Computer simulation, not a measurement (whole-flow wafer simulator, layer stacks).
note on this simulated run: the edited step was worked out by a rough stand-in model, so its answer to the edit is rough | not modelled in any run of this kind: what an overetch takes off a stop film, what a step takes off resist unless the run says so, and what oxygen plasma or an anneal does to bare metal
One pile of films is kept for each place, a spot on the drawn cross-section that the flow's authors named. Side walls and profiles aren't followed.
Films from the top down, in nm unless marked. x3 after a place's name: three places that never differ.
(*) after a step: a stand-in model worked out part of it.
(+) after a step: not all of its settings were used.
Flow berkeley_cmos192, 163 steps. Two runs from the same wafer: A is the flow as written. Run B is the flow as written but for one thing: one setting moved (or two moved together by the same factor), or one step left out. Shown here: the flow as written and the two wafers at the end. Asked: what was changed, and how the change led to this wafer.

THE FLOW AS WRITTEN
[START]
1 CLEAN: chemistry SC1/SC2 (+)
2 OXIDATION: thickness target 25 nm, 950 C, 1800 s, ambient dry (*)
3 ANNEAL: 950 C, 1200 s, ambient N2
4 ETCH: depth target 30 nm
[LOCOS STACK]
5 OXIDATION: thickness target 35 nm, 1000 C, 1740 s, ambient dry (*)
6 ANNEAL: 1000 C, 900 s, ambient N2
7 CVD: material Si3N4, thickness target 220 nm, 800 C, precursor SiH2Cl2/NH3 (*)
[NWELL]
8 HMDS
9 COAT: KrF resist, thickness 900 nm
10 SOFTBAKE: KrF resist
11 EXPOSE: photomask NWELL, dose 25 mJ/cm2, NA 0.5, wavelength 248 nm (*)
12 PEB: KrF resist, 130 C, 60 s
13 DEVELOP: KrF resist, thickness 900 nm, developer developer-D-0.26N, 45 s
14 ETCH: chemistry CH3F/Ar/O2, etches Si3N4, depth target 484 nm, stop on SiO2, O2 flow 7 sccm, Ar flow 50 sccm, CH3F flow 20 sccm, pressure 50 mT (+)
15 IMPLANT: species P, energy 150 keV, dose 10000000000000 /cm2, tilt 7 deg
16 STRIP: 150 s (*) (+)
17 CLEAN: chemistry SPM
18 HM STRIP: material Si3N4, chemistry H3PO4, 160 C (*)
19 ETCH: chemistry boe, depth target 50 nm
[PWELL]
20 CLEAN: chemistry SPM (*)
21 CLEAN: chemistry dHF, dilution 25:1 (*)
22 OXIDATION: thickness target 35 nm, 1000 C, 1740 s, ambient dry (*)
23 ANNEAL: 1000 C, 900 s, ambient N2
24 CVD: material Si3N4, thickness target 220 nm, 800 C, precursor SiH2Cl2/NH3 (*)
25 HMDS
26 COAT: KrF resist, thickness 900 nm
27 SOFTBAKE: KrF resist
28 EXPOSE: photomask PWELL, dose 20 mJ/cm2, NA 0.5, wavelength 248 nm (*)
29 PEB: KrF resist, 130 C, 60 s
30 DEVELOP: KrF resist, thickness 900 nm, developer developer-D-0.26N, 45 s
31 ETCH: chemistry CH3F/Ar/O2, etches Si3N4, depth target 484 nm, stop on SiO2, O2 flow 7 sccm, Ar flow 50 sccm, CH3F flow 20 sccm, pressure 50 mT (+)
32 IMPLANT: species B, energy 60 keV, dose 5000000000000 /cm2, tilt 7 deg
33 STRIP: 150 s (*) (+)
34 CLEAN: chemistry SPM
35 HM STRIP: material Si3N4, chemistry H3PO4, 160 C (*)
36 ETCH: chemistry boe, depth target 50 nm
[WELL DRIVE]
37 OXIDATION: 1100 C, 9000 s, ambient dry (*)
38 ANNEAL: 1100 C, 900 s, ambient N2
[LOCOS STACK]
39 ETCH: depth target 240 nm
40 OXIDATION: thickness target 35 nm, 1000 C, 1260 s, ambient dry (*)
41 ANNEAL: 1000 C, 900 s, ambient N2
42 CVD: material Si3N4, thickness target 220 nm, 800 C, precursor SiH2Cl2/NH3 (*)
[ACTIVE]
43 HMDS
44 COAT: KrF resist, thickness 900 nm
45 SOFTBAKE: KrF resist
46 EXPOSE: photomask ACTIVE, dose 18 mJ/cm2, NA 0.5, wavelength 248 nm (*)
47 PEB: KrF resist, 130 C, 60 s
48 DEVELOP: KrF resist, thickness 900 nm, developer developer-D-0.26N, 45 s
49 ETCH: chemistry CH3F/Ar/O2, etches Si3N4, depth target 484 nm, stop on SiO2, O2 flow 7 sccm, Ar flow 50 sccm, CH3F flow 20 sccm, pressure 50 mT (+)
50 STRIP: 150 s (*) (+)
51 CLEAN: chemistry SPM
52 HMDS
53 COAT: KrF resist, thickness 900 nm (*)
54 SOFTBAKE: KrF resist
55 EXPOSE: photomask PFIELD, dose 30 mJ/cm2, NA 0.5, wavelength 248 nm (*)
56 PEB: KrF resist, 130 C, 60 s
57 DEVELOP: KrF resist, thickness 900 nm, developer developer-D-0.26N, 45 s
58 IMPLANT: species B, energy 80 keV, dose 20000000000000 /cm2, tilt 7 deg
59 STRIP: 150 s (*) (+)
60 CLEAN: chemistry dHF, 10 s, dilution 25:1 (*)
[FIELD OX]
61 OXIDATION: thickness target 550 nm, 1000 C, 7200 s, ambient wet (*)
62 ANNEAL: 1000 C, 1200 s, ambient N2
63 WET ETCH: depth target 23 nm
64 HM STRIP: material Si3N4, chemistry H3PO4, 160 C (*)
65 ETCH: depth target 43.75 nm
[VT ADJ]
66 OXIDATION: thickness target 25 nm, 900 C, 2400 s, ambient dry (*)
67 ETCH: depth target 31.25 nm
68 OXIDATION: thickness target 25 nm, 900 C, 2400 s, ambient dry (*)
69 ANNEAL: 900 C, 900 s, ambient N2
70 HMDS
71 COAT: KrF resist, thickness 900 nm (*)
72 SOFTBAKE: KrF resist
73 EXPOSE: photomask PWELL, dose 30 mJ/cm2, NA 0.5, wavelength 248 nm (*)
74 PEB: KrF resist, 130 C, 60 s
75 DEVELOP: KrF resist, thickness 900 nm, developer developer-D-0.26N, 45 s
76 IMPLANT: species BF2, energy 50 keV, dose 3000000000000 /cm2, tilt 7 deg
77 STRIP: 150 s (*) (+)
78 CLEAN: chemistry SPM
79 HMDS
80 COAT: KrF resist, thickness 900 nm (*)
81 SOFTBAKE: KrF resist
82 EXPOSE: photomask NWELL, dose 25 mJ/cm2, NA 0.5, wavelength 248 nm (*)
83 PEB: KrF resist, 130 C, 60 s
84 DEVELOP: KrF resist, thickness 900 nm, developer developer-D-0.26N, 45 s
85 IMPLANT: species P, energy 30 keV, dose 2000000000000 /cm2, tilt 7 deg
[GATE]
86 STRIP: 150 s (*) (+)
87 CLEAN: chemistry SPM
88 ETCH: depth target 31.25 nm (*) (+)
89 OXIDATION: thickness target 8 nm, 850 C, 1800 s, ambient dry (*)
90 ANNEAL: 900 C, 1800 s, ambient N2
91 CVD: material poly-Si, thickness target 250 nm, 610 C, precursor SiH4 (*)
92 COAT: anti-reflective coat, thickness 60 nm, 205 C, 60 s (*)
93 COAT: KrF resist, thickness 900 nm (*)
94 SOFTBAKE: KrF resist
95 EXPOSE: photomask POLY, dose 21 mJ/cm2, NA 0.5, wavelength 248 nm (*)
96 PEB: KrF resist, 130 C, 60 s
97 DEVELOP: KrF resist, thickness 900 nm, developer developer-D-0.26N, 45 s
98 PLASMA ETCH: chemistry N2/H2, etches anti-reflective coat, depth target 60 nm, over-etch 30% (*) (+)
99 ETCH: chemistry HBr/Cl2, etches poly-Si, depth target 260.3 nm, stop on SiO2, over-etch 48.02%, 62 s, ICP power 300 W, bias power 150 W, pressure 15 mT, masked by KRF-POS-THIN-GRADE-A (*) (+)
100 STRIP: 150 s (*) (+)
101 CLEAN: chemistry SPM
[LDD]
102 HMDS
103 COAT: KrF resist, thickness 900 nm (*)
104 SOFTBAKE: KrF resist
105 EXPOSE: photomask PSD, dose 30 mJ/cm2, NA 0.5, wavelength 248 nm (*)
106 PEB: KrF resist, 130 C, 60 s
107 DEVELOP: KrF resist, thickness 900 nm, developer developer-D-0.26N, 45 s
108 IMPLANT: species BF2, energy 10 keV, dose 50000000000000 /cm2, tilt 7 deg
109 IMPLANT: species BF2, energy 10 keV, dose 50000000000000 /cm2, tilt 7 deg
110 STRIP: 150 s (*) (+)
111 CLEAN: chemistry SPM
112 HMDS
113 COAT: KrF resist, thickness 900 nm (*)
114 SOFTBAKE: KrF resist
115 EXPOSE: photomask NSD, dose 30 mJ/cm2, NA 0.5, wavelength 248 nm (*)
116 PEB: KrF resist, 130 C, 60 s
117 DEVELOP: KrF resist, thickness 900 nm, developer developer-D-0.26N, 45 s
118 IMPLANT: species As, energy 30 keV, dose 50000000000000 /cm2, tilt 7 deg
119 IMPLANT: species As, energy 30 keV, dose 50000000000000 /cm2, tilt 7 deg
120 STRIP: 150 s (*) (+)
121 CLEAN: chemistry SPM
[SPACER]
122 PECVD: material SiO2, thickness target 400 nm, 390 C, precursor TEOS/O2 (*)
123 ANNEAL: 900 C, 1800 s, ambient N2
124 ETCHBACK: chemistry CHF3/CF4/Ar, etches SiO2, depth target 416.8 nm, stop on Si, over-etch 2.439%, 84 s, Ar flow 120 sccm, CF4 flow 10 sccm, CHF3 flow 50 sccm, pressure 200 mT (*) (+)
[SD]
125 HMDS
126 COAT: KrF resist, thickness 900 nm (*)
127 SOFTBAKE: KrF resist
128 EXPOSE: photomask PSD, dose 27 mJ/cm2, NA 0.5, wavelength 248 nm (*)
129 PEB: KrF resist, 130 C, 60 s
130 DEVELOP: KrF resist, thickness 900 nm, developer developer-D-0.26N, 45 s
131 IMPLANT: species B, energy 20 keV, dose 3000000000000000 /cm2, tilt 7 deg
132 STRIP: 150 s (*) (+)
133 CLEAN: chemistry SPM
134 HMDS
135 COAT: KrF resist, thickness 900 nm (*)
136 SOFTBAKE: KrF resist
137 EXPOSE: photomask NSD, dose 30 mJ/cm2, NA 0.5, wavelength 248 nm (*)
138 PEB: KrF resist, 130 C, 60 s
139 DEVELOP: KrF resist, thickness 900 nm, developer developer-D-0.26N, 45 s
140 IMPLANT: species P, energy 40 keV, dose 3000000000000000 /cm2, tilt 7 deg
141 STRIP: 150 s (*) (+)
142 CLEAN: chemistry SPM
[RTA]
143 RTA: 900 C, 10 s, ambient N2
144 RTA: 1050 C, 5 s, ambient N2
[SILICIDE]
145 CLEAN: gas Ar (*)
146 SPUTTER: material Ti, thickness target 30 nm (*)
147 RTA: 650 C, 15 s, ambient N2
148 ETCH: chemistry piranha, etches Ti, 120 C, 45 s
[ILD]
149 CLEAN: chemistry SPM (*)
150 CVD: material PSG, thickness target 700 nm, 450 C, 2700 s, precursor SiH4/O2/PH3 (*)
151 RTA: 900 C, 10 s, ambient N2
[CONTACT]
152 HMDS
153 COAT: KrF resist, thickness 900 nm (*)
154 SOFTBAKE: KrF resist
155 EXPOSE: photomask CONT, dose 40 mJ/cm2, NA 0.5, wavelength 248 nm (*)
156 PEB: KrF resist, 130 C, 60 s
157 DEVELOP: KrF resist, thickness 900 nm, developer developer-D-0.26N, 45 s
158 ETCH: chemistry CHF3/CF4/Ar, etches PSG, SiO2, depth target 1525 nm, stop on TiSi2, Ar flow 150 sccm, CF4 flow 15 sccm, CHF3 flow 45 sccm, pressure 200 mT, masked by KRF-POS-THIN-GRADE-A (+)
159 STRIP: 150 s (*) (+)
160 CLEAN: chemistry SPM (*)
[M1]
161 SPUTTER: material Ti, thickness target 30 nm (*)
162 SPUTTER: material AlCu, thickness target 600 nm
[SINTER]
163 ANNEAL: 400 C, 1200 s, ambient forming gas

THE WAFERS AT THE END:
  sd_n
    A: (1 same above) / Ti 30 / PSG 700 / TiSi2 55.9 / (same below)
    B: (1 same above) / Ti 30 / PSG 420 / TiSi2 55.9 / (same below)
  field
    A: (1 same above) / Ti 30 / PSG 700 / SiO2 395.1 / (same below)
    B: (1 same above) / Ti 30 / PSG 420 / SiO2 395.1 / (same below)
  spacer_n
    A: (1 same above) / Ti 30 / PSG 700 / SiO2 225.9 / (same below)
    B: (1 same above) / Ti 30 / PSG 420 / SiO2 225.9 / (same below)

The cause: step 150, CVD: thickness target 420 nm was run, where the flow has thickness target 700 nm.
It can be read off the wafer: sd_n has PSG 420, and step 150 as written asks for 700 nm.

How the change led to this, step by step:
  150 CVD: material PSG, thickness target 700 nm, 450 C, 2700 s, precursor SiH4/O2/PH3 (*)
      field, sd_n, spacer_n, gate, spacer_p, gate_p, contact, m1: A PSG +700 (new film) | B PSG +420 (new film)
      sd_p: A PSG +665.5 (new film) | B PSG +401.9 (new film)
  158 ETCH: chemistry CHF3/CF4/Ar, etches PSG, SiO2, depth target 1525 nm, stop on TiSi2, Ar flow 150 sccm, CF4 flow 15 sccm, CHF3 flow 45 sccm, pressure 200 mT, masked by KRF-POS-THIN-GRADE-A (+)
      field, sd_n, spacer_n, gate, sd_p, spacer_p, gate_p, m1: A KrF resist -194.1 | B KrF resist -124.1
      contact: A PSG -700 (all of it), TiSi2 -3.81 | B PSG -420 (all of it), TiSi2 -3.81
  159 STRIP: 150 s (*) (+)
      field: A KrF resist -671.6 (all of it) | B KrF resist -737.5 (all of it)
      sd_n: A KrF resist -792.3 (all of it) | B KrF resist -860.3 (all of it)
      (and at 6 more places)
  161 SPUTTER: material Ti, thickness target 30 nm (*)
      contact: A Ti +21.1 (new film) | B Ti +24.4 (new film)
  162 SPUTTER: material AlCu, thickness target 600 nm
      contact: A AlCu +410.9 (new film) | B AlCu +487.8 (new film)
